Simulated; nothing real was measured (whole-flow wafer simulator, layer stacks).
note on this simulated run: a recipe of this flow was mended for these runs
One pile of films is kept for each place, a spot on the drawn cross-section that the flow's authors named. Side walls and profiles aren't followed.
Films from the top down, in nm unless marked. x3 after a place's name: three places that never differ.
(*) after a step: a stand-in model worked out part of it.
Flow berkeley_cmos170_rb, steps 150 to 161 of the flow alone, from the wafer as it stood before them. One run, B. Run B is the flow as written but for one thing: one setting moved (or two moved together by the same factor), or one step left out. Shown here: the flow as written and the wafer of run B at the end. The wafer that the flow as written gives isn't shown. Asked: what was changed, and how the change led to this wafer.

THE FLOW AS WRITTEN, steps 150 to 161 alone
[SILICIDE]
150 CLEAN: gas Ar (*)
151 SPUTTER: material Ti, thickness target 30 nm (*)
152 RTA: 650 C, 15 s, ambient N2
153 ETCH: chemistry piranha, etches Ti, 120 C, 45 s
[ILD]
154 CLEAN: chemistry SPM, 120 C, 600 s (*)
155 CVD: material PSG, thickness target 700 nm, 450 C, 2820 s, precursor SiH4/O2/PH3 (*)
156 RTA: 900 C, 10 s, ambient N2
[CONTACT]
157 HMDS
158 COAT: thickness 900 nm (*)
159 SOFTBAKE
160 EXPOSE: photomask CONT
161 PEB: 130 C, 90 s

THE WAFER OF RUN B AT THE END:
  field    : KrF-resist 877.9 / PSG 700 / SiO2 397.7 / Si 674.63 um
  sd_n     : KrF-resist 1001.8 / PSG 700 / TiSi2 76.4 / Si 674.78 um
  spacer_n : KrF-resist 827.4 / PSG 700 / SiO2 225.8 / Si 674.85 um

The cause: step 151, SPUTTER: thickness target 41 nm was run, where the flow has thickness target 30 nm; step 153, ETCH: 61 s was run, where the flow has 45 s.

How the change led to this, step by step:
  151 SPUTTER: material Ti, thickness target 30 nm (*)
      field, sd_n, spacer_n, gate, spacer_p, gate_p, contact, m1: Ti +41 (new film) (as written it would be: Ti +30 (new film))
      sd_p: Ti +38.2 (new film) (as written it would be: Ti +27.9 (new film))
  152 RTA: 650 C, 15 s, ambient N2
      sd_n, contact, m1: Ti -32, TiSi first +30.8 (new film), TiSi2 C49 +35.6 (new film), Si -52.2 (as written it would be: Ti -23.4, TiSi first +6.2 (new film), TiSi2 C49 +50.3 (new film), Si -49)
      gate, gate_p: Ti -32, TiSi first +30.8 (new film), TiSi2 C49 +35.6 (new film), poly-Si -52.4 (as written it would be: Ti -23.4, TiSi first +6.2 (new film), TiSi2 C49 +50.3 (new film), poly-Si -49.2)
      (and at 1 more place)
  153 ETCH: chemistry piranha, etches Ti, 120 C, 45 s
      sd_n, gate, gate_p, contact, m1: Ti -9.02 (all of it), TiSi first -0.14 (as written it would be: Ti -6.6 (all of it), TiSi first -0.1)
      field, spacer_n, spacer_p: Ti -41 (all of it) (as written it would be: Ti -30 (all of it))
      (and at 1 more place)
  156 RTA: 900 C, 10 s, ambient N2
      sd_n, contact, m1: under 1 film: TiSi2 +76.4 (new film), TiSi first -30.6 (all of it), TiSi2 C49 -35.6 (all of it), Si -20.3 (as written it would be: under 1 film: TiSi2 +55.9 (new film), TiSi first -6.09 (all of it), TiSi2 C49 -50.3 (all of it), Si -4.05)
      gate, gate_p: under 1 film: TiSi2 +76.4 (new film), TiSi first -30.6 (all of it), TiSi2 C49 -35.6 (all of it), poly-Si -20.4 (as written it would be: under 1 film: TiSi2 +55.9 (new film), TiSi first -6.09 (all of it), TiSi2 C49 -50.3 (all of it), poly-Si -4.06)
      (and at 1 more place)
